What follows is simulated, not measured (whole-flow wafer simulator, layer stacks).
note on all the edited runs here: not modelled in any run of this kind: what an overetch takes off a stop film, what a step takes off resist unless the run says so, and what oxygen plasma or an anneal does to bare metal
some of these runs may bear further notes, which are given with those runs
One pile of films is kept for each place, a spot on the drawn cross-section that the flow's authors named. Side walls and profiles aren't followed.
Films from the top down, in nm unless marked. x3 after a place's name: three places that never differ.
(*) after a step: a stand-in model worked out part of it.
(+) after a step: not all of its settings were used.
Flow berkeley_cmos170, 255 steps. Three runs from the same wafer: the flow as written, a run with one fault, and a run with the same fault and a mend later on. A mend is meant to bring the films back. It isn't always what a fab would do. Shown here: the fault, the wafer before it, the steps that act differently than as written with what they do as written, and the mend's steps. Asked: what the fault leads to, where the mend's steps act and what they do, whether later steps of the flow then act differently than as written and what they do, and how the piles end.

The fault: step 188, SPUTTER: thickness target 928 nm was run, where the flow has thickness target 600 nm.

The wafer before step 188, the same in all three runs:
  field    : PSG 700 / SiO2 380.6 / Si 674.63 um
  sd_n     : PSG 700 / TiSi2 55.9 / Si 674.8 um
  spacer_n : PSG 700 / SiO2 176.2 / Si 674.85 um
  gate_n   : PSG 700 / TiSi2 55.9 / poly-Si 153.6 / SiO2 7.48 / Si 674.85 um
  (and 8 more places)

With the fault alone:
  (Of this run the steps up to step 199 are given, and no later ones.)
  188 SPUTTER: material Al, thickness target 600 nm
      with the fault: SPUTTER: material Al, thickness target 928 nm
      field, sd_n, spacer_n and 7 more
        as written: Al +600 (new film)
        with the fault: Al +928 (new film)
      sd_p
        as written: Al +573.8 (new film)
        with the fault: Al +898.3 (new film)
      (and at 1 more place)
  Later steps of the flow that act differently than as written (1 more step differs only slightly, by at most 2% or 0.5 nm, whichever is larger, and isn't shown):
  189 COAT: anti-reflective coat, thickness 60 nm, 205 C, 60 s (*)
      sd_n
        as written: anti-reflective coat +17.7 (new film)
        with the fault: anti-reflective coat +30 (new film)
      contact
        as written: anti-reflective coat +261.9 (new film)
        with the fault: anti-reflective coat +316 (new film)
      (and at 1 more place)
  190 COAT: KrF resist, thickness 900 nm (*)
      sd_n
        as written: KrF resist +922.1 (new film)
        with the fault: KrF resist +890.5 (new film)
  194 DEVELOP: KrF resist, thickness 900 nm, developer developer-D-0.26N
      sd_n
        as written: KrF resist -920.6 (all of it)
        with the fault: KrF resist -889.1 (all of it)
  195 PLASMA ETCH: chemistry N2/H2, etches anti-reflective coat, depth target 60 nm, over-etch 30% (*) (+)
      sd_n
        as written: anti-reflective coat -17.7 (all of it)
        with the fault: anti-reflective coat -30 (all of it)
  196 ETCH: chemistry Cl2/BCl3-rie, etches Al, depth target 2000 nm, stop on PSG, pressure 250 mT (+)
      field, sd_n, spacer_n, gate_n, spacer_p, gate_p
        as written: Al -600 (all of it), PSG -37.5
        with the fault: Al -928 (all of it), PSG -37.5
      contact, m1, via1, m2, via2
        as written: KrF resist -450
        with the fault: KrF resist -614
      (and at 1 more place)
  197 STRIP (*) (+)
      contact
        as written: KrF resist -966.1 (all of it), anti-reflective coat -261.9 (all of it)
        with the fault: KrF resist -830.6 (all of it), anti-reflective coat -316 (all of it)
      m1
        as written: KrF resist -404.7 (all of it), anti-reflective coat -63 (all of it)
        with the fault: KrF resist -236.5 (all of it), anti-reflective coat -63.2 (all of it)
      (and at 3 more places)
  After step 199 the piles differ from the flow's by more than 2% or 0.5 nm, whichever is larger, at contact, m1, via1, m2, via2.
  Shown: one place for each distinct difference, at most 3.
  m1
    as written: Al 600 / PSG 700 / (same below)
    with the fault: Al 928 / PSG 700 / (same below)
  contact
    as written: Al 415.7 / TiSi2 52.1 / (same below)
    with the fault: Al 625.6 / TiSi2 52.1 / (same below)

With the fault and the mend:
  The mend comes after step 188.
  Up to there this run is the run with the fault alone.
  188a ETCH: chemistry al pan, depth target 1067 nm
      field, sd_n, spacer_n and 7 more
        Al -928 (all of it)
      sd_p
        Al -898.3 (all of it)
      contact
        Al -625.6 (all of it)
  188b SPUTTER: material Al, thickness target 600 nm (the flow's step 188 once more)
      field, sd_n, spacer_n and 7 more
        Al +600 (new film)
      sd_p
        Al +573.8 (new film)
      contact
        Al +415.7 (new film)
  No later step of the flow acts differently than as written at any place that is followed.
  At the end the piles are the same as the flow's at every place that both follow.
